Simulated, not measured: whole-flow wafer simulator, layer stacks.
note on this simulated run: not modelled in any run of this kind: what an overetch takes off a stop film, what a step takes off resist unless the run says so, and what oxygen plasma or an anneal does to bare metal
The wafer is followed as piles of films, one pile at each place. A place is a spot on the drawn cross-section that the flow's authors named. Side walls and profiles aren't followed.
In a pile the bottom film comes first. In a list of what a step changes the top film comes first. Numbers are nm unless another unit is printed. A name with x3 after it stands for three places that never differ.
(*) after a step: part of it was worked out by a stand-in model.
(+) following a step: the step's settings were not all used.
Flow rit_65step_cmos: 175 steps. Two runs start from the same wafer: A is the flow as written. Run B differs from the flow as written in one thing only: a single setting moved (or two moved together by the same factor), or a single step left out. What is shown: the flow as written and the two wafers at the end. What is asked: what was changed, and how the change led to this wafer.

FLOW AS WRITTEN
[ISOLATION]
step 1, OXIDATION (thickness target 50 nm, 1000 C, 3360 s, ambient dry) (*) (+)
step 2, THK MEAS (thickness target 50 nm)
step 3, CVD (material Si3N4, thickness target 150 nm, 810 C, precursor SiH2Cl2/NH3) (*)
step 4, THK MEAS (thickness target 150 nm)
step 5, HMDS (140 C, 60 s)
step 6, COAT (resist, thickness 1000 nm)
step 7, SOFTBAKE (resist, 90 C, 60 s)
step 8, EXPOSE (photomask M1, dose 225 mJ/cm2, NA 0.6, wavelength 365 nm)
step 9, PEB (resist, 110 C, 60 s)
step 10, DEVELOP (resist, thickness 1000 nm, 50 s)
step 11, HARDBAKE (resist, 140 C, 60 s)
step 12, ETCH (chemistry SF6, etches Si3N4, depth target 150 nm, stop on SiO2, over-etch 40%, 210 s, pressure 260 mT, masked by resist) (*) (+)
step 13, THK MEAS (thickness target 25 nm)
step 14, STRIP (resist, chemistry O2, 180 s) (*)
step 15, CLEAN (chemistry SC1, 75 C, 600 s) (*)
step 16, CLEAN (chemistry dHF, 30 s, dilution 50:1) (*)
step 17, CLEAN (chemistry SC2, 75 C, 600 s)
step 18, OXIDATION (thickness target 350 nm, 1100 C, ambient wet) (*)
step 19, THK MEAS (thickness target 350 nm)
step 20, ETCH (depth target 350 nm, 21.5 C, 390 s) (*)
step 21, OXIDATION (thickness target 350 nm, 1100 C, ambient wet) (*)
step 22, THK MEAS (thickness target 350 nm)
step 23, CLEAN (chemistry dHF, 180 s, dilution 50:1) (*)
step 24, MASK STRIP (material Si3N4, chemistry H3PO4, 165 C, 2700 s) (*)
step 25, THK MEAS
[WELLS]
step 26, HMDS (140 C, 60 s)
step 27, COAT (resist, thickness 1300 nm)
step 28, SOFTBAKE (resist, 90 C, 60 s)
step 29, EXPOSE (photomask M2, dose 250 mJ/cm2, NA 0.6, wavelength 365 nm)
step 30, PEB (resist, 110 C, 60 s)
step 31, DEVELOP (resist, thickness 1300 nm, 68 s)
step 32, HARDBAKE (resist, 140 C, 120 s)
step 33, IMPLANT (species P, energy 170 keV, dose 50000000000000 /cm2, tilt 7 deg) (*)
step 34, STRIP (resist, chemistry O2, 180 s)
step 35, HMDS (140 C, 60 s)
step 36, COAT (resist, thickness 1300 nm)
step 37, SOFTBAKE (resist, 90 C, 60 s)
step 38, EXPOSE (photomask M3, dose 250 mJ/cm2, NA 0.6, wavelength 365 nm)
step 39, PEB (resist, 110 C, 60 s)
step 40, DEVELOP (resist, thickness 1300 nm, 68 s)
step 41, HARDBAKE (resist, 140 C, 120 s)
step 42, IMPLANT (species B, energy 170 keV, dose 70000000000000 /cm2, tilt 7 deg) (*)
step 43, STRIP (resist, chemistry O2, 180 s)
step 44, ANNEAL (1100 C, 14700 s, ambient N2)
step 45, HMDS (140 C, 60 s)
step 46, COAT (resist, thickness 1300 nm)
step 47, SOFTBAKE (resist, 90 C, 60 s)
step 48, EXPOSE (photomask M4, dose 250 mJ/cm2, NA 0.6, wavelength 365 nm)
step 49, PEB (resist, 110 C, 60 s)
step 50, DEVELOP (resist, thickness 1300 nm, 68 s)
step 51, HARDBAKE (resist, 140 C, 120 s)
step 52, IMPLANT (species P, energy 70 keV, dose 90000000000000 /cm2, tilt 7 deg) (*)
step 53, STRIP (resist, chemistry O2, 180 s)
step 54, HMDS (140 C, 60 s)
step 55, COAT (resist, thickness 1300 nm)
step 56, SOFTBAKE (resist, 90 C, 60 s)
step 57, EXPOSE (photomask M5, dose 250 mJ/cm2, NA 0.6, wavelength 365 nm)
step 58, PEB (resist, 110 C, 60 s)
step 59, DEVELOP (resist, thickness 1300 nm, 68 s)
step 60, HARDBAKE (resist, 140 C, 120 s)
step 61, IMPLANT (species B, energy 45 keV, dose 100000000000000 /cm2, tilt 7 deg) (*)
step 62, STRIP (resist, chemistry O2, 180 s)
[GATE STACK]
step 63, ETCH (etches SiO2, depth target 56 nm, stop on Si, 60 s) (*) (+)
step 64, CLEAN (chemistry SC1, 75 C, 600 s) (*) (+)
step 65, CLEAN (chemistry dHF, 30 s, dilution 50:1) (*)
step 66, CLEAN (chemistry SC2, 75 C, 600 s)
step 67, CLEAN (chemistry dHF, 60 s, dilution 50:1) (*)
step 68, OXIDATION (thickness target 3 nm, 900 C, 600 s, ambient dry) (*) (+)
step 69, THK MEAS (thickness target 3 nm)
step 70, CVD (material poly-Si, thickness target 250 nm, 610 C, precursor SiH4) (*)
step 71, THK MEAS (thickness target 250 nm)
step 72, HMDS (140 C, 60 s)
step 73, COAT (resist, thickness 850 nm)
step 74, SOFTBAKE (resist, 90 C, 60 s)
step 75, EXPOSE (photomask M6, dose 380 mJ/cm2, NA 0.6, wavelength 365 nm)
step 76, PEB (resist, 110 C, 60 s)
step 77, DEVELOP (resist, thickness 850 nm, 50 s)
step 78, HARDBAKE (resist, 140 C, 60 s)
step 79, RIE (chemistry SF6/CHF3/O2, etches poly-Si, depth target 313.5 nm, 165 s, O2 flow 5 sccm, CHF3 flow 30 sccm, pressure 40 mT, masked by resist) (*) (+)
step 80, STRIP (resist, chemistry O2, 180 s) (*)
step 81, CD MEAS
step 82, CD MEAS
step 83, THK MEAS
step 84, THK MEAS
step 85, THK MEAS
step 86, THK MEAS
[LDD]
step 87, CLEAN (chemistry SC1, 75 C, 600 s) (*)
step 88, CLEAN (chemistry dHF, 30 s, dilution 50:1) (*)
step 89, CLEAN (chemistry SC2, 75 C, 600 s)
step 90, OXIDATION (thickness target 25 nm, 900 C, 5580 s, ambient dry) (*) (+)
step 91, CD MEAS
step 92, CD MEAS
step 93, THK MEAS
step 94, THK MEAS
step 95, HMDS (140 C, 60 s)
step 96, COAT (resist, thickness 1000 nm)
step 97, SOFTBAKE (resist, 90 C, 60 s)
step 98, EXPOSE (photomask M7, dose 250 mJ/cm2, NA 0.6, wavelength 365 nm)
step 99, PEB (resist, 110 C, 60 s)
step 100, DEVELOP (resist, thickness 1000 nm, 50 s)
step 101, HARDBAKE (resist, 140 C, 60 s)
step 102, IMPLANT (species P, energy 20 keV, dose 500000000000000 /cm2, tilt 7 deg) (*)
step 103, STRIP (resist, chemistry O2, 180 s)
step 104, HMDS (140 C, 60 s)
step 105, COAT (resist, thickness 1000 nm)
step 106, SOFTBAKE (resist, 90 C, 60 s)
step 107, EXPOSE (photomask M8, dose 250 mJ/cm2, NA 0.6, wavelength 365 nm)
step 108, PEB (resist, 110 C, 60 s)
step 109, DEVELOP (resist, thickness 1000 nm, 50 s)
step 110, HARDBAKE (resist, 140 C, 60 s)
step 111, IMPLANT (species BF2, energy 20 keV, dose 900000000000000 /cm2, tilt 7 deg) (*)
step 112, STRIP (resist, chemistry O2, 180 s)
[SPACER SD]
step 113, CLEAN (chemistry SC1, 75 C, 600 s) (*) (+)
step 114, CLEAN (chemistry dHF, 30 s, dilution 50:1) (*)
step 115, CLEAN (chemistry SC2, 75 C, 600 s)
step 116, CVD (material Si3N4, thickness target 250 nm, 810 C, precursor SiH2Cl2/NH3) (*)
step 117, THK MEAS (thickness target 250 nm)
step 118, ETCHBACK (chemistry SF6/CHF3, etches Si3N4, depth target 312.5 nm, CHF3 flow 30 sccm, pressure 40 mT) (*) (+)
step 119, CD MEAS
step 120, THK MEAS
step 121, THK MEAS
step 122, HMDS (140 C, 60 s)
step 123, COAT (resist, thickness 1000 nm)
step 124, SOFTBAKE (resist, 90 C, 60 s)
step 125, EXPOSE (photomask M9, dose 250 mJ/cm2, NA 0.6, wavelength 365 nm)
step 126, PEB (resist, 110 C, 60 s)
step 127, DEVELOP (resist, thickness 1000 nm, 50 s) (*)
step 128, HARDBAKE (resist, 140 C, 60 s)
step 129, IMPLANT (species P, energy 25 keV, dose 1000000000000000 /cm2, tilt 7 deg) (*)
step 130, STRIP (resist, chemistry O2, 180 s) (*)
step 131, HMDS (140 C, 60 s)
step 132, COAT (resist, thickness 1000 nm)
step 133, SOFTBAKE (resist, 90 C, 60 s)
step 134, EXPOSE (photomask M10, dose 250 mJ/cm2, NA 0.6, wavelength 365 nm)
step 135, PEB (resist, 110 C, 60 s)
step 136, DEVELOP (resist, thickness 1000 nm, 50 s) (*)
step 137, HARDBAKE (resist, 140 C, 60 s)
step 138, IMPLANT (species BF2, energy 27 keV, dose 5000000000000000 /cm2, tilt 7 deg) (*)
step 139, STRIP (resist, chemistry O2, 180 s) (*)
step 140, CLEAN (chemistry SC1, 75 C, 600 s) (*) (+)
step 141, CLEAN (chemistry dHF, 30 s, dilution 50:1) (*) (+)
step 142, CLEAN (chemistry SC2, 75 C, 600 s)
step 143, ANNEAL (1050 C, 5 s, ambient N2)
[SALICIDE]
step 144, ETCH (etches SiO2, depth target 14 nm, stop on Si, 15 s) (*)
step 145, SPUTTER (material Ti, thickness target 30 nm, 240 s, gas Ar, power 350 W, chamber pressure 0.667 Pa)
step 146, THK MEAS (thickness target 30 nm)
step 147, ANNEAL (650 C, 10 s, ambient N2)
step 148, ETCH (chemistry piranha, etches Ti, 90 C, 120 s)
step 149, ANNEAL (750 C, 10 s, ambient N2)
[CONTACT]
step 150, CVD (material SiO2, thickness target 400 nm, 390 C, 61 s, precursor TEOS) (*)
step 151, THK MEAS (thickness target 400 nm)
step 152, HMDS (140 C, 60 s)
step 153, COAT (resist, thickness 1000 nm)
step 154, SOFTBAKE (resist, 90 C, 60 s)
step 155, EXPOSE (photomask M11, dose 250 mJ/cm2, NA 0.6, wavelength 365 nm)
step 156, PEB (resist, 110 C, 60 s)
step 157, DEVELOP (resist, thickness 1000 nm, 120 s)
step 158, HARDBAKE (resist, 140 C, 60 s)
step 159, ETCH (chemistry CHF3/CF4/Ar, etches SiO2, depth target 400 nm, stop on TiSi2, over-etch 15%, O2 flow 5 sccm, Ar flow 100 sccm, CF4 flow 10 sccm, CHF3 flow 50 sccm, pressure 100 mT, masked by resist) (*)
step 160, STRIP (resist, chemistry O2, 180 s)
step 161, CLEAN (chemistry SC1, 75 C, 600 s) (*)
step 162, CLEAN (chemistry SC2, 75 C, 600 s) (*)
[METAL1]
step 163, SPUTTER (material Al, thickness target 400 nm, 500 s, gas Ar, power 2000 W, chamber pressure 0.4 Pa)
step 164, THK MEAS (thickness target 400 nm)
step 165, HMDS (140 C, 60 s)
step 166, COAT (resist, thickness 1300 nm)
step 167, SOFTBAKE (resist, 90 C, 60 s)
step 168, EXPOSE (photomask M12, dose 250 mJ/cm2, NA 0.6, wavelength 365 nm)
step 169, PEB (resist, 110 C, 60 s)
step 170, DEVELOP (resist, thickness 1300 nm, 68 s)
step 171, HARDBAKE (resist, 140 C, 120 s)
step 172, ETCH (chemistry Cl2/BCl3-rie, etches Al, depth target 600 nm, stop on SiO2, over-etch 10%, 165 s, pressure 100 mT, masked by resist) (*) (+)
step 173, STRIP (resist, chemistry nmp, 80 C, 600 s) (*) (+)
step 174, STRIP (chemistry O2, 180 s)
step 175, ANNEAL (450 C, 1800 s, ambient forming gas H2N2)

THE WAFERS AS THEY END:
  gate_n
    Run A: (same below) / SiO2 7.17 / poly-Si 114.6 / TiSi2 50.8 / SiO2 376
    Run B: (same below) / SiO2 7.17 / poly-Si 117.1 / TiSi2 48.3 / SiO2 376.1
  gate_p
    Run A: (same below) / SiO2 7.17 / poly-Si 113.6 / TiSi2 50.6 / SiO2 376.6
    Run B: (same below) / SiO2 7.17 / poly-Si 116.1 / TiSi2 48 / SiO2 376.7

The reason: step 145, SPUTTER: 228 s was run, whereas the flow has 240 s.

Step by step, how the change led to this:
  step 145, SPUTTER (material Ti, thickness target 30 nm, 240 s, gas Ar, power 350 W, chamber pressure 0.667 Pa)
      field, field_pw, field_nw, field_p, spacer, spacer_p: A Ti gains 30 (new film) | B Ti gains 28.5 (new film)
      gate_n: A Ti gains 27.3 (new film) | B Ti gains 25.9 (new film)
      (also at 1 further place)
  step 147, ANNEAL (650 C, 10 s, ambient N2)
      gate_n: A Ti loses 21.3, TiSi first gains 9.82 (new film), TiSi2 C49 gains 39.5 (new film), poly-Si loses 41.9 | B Ti loses 20.2, TiSi first gains 7.01 (new film), TiSi2 C49 gains 41 (new film), poly-Si loses 41.4
      gate_p: A Ti loses 21.2, TiSi first gains 9.56 (new film), TiSi2 C49 gains 39.6 (new film), poly-Si loses 41.9 | B Ti loses 20.1, TiSi first gains 6.77 (new film), TiSi2 C49 gains 41.1 (new film), poly-Si loses 41.3
  step 148, ETCH (chemistry piranha, etches Ti, 90 C, 120 s)
      field, field_pw, field_nw, field_p, spacer, spacer_p: A Ti loses 30 (all of it) | B Ti loses 28.5 (all of it)
  step 149, ANNEAL (750 C, 10 s, ambient N2)
      gate_n: A TiSi2 gains 50.8 (new film), TiSi first loses 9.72 (all of it), TiSi2 C49 loses 39.5 (all of it), poly-Si loses 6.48 | B TiSi2 gains 48.3 (new film), TiSi first loses 6.9 (all of it), TiSi2 C49 loses 41 (all of it), poly-Si loses 4.6
      gate_p: A TiSi2 gains 50.6 (new film), TiSi first loses 9.46 (all of it), TiSi2 C49 loses 39.6 (all of it), poly-Si loses 6.31 | B TiSi2 gains 48 (new film), TiSi first loses 6.67 (all of it), TiSi2 C49 loses 41.1 (all of it), poly-Si loses 4.45
